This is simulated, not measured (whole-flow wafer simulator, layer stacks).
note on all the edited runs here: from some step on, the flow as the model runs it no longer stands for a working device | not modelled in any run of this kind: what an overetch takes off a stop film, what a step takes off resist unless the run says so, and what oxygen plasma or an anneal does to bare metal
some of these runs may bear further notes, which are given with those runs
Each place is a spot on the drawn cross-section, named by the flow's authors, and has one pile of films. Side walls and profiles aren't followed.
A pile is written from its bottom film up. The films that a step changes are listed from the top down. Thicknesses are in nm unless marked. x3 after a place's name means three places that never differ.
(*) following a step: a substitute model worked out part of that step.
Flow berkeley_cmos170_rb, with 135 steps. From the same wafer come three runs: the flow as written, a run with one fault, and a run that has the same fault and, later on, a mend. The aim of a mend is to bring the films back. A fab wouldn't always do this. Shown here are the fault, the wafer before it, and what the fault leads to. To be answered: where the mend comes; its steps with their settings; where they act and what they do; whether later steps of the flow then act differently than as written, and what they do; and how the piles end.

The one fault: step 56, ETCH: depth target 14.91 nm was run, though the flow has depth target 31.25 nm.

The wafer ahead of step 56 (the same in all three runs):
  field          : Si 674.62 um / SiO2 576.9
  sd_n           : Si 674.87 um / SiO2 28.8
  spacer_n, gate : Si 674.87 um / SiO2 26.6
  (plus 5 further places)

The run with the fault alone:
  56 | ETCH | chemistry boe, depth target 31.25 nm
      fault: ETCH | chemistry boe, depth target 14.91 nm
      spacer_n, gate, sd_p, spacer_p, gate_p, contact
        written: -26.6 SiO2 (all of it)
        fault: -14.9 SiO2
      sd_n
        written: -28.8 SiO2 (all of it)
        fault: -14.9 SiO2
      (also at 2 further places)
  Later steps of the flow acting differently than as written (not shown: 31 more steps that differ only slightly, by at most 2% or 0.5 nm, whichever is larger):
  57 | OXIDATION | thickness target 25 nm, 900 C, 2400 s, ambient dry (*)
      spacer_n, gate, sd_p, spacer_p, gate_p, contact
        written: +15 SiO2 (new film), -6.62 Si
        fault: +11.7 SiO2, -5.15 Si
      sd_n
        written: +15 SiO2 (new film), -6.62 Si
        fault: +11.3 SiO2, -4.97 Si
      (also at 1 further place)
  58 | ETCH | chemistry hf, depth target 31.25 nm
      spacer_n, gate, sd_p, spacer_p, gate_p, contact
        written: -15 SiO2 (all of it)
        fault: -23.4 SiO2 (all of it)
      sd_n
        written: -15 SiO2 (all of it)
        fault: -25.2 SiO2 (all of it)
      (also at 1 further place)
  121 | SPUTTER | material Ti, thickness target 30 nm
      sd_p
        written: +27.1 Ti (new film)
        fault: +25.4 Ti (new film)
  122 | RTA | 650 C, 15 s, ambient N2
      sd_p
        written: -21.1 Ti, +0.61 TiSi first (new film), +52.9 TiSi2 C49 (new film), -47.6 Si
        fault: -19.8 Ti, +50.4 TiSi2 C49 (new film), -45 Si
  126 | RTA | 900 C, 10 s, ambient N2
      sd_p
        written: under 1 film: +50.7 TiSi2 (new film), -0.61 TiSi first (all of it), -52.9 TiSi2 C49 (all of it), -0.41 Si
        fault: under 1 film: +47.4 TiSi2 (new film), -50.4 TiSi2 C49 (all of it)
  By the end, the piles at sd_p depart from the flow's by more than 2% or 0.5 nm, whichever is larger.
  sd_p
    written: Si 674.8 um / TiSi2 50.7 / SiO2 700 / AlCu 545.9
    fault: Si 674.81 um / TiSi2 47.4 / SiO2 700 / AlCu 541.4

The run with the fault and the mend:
  The mend stands after step 56.
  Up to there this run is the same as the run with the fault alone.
  56a | ETCH | chemistry boe, depth target 16.34 nm (a further turn of the flow's step 56, with different settings)
      spacer_n, spacer_p, gate_p, contact
        -11.6 SiO2 (all of it)
      gate, sd_p
        -11.7 SiO2 (all of it)
      field
        -16.3 SiO2
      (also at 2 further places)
  None of the later steps of the flow differs from how it acts as written, at any place that is followed, by more than 2% or 0.5 nm, whichever is larger.
  By the end, the piles equal the flow's at every place that both follow.
